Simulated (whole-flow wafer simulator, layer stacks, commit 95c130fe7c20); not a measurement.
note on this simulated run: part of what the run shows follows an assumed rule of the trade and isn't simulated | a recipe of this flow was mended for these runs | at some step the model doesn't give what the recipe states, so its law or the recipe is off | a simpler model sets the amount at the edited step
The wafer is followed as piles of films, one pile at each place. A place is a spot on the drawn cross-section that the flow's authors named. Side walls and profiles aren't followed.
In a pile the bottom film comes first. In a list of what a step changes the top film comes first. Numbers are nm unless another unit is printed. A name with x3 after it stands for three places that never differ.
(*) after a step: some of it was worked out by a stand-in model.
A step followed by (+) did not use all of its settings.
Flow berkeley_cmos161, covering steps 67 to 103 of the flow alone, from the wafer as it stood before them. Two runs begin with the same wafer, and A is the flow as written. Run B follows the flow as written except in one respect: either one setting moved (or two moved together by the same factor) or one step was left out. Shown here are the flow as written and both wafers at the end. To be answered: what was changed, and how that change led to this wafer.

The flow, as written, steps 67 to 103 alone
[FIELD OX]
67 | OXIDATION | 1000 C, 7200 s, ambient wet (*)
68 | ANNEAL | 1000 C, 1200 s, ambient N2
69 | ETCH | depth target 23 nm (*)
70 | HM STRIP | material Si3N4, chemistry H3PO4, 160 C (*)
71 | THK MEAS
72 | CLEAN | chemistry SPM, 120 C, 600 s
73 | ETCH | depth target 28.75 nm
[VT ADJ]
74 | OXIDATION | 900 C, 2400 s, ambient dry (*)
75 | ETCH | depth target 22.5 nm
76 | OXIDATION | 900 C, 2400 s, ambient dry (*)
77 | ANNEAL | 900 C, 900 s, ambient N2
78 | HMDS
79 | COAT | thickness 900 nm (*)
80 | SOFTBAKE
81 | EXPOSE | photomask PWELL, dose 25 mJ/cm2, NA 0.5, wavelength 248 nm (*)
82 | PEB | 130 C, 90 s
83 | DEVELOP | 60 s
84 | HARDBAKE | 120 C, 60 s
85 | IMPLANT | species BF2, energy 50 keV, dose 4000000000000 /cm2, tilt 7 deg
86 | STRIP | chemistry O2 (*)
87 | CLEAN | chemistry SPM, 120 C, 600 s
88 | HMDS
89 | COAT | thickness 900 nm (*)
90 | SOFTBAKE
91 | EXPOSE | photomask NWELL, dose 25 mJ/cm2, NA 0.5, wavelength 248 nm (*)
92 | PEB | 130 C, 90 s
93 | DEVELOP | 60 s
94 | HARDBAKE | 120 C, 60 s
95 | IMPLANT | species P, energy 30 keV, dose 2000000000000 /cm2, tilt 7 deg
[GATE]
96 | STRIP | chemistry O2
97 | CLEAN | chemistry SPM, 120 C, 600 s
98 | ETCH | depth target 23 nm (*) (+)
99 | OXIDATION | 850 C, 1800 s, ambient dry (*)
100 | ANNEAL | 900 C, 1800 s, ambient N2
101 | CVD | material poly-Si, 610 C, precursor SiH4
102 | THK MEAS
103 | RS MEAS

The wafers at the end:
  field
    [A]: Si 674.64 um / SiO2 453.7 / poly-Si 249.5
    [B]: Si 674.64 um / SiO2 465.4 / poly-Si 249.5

What caused this: step 70, HM STRIP: 139 C was run, while the flow as written has 160 C.

Step by step, how the change led to this:
  70 | HM STRIP | material Si3N4, chemistry H3PO4, 160 C (*)
      sd_n, spacer_n, gate_n, sd_p, spacer_p, gate_p, contact, m1: A -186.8 Si3N4 (all of it), -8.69 SiO2 | B -186.8 Si3N4 (all of it), -0.44 SiO2
      field: A -14.5 SiO2 | B -2.83 SiO2
  73 | ETCH | depth target 28.75 nm
      spacer_n, gate_n, spacer_p, gate_p, contact, m1: A -17.9 SiO2 (all of it) | B -26.1 SiO2 (all of it)
      sd_n, sd_p: A -18.1 SiO2 (all of it) | B -26.4 SiO2 (all of it)
